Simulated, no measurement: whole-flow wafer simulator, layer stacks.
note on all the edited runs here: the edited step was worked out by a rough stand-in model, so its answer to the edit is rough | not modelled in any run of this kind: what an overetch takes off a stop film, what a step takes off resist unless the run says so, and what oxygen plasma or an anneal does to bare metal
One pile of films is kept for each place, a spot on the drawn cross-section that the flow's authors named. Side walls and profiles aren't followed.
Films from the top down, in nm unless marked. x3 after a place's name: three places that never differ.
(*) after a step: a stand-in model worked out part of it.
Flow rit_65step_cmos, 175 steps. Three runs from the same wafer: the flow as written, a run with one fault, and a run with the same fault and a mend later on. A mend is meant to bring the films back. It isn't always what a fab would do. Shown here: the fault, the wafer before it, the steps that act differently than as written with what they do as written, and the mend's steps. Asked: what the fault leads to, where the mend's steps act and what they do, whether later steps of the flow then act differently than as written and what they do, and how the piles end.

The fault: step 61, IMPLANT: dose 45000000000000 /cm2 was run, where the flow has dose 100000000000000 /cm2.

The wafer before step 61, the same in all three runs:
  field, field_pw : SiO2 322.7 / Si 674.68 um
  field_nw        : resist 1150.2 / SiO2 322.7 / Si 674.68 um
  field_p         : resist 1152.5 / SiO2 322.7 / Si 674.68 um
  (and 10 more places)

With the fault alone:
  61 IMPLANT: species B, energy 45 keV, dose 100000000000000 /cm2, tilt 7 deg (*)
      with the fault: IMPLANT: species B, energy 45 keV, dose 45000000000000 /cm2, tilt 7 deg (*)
      does what it does as written at every place that is followed
  Later steps of the flow that act differently than as written (31 more steps differ only slightly, by at most 2% or 0.5 nm, whichever is larger, and aren't shown):
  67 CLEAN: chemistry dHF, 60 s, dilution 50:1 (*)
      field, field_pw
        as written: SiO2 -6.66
        with the fault: SiO2 -6.06
  At the end the piles differ from the flow's only slightly at the places that both follow, by at most 2% or 0.5 nm, whichever is larger.

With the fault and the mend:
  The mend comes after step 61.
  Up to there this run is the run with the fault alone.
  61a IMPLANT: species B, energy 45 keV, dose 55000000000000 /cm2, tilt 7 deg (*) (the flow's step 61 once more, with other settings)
      changes no film at any place that is followed
  No later step of the flow acts differently than as written at any place that is followed.
  At the end the piles are the same as the flow's at every place that both follow.
